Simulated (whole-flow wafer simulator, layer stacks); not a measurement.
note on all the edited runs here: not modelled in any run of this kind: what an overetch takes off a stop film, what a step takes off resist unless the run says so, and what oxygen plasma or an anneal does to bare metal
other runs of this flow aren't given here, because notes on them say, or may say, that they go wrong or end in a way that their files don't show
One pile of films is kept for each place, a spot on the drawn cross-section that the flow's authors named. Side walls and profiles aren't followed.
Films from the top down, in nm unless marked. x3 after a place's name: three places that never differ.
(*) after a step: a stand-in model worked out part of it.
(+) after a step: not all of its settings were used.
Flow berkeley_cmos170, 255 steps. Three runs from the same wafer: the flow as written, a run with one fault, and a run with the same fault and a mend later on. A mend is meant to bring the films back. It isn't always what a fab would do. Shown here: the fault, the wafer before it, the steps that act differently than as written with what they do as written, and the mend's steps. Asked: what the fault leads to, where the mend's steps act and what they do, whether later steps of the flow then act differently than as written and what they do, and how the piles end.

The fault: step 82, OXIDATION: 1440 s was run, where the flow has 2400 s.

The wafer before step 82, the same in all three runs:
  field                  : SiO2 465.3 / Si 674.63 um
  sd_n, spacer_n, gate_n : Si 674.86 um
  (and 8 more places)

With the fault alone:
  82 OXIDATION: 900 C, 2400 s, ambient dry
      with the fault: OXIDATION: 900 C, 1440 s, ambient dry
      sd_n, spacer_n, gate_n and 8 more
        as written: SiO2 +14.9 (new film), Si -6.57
        with the fault: SiO2 +10.8 (new film), Si -4.76
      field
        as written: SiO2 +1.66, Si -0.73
        with the fault: SiO2 +0.99, Si -0.44
  Later steps of the flow that act differently than as written (49 more steps differ only slightly, by at most 2% or 0.5 nm, whichever is larger, and aren't shown):
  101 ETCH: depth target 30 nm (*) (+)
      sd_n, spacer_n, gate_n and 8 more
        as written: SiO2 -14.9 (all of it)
        with the fault: SiO2 -10.8 (all of it)
  At the end the piles differ from the flow's only slightly at the places that both follow, by at most 2% or 0.5 nm, whichever is larger.

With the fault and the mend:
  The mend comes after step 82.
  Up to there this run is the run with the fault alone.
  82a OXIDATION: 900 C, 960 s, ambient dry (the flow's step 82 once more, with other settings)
      sd_n, spacer_n, gate_n and 8 more
        SiO2 +4.11, Si -1.81
      field
        SiO2 +0.66, Si -0.29
  No later step of the flow acts differently than as written at any place that is followed.
  At the end the piles are the same as the flow's at every place that both follow.
